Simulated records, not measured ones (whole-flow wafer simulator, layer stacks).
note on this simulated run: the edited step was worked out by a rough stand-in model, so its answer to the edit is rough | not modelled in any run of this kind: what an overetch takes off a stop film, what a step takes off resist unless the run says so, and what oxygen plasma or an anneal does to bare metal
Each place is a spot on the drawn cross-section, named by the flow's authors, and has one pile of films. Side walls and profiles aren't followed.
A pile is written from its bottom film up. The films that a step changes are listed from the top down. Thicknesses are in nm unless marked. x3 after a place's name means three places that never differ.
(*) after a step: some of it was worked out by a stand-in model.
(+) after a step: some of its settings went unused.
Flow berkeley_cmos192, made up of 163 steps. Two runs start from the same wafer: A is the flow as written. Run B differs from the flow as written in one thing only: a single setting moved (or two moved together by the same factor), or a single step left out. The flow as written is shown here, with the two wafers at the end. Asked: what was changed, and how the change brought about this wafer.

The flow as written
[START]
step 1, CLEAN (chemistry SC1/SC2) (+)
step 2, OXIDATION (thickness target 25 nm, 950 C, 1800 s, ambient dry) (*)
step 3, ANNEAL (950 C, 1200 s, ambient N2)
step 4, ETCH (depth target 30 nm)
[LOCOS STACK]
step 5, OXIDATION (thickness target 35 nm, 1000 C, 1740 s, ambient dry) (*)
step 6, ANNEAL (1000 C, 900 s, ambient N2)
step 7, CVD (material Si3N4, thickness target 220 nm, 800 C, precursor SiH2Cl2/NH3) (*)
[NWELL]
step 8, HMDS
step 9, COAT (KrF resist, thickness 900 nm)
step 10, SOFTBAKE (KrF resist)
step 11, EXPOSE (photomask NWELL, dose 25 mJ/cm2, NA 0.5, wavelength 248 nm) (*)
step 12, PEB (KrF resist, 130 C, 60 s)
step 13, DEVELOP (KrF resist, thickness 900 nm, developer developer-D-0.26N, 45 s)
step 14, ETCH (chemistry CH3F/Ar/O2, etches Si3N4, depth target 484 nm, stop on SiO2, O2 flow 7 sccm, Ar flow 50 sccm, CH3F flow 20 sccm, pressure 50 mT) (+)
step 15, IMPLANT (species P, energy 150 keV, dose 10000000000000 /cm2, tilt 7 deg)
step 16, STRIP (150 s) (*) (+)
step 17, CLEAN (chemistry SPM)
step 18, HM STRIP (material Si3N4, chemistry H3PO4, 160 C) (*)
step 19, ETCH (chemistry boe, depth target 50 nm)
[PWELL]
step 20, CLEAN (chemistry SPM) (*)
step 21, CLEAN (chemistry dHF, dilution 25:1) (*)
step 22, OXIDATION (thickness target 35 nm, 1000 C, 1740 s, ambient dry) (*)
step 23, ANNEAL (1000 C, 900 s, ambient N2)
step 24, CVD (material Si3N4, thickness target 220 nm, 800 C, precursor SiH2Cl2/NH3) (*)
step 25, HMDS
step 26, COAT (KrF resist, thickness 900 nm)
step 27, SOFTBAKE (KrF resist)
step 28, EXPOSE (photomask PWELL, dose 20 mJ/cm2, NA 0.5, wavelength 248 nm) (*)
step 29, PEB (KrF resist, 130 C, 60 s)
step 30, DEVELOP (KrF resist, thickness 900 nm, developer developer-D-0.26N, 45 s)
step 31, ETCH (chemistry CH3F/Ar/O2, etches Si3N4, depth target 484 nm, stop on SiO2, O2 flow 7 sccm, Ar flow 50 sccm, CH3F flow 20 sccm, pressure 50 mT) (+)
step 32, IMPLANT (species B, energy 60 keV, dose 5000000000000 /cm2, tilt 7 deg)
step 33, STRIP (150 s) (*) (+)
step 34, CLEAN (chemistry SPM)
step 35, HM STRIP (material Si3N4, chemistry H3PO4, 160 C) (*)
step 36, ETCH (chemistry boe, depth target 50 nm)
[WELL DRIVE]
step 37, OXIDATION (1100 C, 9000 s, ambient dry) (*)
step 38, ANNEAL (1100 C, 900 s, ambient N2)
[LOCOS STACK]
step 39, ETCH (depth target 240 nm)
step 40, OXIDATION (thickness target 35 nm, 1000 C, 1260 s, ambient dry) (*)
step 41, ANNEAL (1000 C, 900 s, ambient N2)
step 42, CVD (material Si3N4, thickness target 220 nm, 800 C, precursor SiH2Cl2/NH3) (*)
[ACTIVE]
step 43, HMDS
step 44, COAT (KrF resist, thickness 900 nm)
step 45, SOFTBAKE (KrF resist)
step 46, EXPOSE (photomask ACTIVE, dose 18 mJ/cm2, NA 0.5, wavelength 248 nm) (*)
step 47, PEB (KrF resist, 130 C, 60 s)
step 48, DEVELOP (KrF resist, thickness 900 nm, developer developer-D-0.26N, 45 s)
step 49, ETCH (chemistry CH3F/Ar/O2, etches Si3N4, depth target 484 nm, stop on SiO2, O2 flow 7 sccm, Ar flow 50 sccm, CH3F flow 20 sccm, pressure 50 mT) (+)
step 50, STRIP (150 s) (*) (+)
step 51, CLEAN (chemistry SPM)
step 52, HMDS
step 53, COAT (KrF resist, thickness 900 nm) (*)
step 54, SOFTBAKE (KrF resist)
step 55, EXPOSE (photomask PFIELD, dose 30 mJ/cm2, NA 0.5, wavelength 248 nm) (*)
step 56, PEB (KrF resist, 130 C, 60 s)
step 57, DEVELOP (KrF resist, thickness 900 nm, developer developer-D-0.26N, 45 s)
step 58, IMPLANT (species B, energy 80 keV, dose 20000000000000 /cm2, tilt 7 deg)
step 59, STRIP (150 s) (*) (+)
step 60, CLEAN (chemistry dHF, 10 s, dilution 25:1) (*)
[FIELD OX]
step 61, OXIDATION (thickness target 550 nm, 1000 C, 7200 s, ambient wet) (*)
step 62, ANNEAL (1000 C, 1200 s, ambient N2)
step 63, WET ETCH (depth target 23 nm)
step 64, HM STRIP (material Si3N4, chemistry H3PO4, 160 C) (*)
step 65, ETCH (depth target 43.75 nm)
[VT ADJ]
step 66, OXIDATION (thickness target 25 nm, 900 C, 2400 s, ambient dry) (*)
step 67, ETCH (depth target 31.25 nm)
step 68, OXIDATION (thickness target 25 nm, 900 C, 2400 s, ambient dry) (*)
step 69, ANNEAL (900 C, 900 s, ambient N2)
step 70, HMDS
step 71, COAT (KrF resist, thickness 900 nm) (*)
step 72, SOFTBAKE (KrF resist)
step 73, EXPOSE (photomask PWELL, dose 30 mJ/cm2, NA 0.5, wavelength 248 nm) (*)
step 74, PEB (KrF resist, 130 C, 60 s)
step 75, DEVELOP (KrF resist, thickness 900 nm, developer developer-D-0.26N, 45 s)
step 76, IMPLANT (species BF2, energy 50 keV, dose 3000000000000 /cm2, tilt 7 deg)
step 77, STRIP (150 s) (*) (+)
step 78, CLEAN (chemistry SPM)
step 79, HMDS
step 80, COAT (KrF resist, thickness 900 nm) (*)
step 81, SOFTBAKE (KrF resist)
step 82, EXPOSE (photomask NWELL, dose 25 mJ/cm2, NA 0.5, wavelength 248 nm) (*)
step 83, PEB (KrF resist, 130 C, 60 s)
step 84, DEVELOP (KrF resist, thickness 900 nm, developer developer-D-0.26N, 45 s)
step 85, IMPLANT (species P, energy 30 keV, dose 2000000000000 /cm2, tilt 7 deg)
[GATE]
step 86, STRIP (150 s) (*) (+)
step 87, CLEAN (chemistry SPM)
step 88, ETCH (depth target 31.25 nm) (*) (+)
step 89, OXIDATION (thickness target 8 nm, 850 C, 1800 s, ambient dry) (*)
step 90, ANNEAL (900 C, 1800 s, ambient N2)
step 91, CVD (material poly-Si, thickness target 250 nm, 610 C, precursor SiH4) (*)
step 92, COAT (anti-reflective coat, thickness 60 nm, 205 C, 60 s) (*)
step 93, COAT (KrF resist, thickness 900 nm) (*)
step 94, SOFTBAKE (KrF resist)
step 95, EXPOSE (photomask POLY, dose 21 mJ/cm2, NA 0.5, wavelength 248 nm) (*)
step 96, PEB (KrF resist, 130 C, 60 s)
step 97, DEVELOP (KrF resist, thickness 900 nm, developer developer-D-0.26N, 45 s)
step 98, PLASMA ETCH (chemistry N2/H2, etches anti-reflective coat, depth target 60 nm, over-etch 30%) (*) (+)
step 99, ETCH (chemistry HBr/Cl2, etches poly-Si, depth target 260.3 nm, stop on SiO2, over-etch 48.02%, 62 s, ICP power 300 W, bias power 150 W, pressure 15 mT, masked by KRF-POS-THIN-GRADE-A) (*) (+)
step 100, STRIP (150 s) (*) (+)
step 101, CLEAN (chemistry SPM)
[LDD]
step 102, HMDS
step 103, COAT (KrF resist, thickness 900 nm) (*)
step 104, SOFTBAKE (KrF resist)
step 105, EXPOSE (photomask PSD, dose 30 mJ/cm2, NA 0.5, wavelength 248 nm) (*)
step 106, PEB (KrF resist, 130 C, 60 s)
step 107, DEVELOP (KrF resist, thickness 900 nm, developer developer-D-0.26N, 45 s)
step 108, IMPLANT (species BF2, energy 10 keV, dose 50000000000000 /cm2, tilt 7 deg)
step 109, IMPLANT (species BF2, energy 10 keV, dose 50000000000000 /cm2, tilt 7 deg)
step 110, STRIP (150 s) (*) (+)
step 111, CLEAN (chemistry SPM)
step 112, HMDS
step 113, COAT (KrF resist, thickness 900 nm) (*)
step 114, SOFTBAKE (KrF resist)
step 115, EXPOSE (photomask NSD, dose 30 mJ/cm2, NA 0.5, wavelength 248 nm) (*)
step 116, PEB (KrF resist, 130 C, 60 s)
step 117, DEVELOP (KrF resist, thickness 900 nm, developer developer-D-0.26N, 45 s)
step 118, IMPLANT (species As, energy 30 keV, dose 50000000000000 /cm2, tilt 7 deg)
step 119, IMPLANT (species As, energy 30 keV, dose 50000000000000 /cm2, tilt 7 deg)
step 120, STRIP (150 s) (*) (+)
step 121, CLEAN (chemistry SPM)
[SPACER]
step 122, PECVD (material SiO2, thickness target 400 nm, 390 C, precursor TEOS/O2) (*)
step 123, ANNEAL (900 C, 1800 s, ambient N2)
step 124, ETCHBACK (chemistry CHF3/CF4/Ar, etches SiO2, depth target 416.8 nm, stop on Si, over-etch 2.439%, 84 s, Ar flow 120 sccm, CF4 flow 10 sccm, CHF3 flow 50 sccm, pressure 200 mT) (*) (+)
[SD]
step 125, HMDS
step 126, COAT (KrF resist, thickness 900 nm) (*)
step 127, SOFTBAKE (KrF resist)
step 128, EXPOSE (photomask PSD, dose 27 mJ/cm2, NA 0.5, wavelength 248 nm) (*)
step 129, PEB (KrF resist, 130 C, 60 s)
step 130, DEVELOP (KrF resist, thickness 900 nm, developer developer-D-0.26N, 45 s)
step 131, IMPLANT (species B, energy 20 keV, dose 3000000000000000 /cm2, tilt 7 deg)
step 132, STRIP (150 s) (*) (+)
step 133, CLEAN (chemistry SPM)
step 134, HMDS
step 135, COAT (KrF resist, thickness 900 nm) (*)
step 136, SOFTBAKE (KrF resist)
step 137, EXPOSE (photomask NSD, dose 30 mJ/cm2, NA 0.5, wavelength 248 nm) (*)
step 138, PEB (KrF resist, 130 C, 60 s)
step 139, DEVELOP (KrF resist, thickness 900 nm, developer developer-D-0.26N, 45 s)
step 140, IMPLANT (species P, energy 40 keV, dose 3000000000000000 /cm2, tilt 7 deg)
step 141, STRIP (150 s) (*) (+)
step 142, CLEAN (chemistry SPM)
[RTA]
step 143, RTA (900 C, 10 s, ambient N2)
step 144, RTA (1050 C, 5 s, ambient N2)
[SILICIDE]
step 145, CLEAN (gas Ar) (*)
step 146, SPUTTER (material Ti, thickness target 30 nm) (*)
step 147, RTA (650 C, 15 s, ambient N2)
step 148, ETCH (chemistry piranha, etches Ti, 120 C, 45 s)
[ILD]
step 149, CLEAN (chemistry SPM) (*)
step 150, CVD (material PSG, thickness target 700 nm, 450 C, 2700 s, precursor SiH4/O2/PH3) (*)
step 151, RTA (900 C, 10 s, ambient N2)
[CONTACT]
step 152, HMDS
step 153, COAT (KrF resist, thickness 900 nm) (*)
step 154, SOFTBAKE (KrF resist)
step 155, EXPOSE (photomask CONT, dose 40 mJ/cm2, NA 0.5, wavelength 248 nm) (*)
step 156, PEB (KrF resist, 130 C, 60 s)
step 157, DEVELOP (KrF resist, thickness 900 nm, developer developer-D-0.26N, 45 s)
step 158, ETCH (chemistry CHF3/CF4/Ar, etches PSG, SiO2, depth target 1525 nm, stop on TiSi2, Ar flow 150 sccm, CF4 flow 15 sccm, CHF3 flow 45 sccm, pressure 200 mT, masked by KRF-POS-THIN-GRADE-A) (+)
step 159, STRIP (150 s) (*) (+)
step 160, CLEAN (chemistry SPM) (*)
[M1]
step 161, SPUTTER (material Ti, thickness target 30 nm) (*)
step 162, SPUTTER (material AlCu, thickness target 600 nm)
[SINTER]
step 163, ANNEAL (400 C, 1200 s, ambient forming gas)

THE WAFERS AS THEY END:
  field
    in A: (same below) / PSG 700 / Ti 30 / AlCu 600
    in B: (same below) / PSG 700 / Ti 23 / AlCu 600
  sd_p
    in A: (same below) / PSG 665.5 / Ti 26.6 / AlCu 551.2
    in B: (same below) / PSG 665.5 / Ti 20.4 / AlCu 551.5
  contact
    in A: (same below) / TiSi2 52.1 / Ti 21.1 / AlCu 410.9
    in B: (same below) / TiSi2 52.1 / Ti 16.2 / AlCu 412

Cause: step 161, SPUTTER: thickness target 23 nm was run, whereas the flow has thickness target 30 nm.
The wafer lets one read it off: field has Ti 23, and step 161 as written asks for 30 nm.

Step by step, how the change led to this:
  step 161, SPUTTER (material Ti, thickness target 30 nm) (*)
      field, sd_n, spacer_n, gate, spacer_p, gate_p, m1: A +30 Ti (new film) | B +23 Ti (new film)
      sd_p: A +26.6 Ti (new film) | B +20.4 Ti (new film)
      (also at 1 further place)
